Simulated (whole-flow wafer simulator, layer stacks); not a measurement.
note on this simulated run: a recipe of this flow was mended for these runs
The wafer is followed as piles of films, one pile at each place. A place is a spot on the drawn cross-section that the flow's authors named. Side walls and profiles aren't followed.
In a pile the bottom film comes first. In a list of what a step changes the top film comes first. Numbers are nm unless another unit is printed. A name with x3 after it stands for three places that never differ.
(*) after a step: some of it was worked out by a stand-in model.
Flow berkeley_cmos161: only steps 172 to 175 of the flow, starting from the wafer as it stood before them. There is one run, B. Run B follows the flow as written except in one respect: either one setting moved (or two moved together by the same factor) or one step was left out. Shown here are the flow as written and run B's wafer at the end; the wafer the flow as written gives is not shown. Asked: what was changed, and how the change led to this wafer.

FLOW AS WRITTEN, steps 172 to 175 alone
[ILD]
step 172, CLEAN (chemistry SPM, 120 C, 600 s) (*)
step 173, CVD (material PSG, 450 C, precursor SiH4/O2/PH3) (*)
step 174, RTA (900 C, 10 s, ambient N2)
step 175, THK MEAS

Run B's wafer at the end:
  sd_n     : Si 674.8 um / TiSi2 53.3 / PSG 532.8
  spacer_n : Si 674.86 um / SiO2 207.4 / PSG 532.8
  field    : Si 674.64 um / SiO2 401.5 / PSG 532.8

The reason: step 173, CVD: 445 C was run, while the flow as written has 450 C.

How this came from the change, step by step:
  step 173, CVD (material PSG, 450 C, precursor SiH4/O2/PH3) (*)
      field, sd_n, spacer_n, gate_n, spacer_p, gate_p, contact x2: +532.8 PSG (new film) (as written it would have been: +550 PSG (new film))
      sd_p: +506.3 PSG (new film) (as written it would have been: +522.4 PSG (new film))
